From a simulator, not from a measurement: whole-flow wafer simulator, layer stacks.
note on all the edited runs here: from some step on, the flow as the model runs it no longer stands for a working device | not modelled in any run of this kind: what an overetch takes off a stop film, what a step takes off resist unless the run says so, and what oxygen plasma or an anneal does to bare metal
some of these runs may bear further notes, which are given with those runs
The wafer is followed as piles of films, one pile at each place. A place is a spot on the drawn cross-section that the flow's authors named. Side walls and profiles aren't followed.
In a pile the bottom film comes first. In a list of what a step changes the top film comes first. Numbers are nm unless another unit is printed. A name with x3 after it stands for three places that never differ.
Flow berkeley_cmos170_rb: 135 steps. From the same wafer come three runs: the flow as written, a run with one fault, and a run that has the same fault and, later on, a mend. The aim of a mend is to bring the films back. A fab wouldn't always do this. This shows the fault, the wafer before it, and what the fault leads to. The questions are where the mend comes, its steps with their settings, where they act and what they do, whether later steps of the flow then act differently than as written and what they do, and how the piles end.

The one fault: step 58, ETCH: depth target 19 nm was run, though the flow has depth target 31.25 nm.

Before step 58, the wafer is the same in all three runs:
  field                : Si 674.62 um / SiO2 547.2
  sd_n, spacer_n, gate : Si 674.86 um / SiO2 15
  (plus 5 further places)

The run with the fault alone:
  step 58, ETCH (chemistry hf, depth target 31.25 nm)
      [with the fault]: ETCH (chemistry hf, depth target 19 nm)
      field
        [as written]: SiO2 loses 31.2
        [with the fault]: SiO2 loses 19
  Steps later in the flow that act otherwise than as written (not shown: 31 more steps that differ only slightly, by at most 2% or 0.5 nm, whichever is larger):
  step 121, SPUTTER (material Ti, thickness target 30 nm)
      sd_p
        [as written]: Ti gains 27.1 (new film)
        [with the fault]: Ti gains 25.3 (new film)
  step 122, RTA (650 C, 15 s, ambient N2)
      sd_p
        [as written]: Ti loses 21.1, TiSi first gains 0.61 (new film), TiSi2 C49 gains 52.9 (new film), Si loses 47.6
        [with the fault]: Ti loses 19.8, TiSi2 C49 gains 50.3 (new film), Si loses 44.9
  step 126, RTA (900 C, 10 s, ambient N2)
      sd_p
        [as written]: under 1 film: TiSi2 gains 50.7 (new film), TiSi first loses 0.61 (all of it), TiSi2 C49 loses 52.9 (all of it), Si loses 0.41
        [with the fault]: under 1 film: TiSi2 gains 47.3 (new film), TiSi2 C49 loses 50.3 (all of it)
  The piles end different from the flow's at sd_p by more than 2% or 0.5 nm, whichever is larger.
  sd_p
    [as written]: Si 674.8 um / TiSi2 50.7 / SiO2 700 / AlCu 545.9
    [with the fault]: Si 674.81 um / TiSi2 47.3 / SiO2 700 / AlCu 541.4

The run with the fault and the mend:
  The mend stands after step 58.
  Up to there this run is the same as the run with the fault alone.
  step 58a, ETCH (chemistry hf, depth target 12.25 nm) (the flow's step 58 again, with other settings)
      field
        SiO2 loses 12.2
  Later steps of the flow that are run all act as written at every place that is followed, up to a difference of at most 2% or 0.5 nm, whichever is larger.
  The piles end the same as the flow's at every place that both follow.
